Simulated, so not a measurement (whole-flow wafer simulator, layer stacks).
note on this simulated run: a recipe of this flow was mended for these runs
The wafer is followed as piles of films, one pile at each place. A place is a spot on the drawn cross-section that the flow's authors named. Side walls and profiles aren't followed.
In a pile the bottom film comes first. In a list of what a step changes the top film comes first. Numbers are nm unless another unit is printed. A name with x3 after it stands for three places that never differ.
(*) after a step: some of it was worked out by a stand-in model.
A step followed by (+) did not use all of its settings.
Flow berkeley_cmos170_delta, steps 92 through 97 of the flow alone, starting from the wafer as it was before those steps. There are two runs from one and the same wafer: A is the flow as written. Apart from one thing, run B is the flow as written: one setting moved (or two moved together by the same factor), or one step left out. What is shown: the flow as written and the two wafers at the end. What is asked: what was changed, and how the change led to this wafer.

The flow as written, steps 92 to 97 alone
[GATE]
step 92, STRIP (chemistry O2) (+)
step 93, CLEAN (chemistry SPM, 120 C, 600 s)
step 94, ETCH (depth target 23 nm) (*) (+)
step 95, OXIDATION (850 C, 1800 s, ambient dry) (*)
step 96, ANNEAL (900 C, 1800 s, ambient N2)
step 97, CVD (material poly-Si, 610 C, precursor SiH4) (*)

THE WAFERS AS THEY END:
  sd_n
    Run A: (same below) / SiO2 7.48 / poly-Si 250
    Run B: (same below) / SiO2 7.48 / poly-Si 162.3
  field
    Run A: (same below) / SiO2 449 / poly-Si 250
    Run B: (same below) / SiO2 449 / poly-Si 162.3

What caused this: step 97, CVD: 590 C was run, whereas the flow has 610 C.

The path from the change to this, step by step:
  step 97, CVD (material poly-Si, 610 C, precursor SiH4) (*)
      field, sd_n, spacer_n, gate, sd_p, spacer_p x2, contact, m1: A +250 poly-Si (new film) | B +162.3 poly-Si (new film)
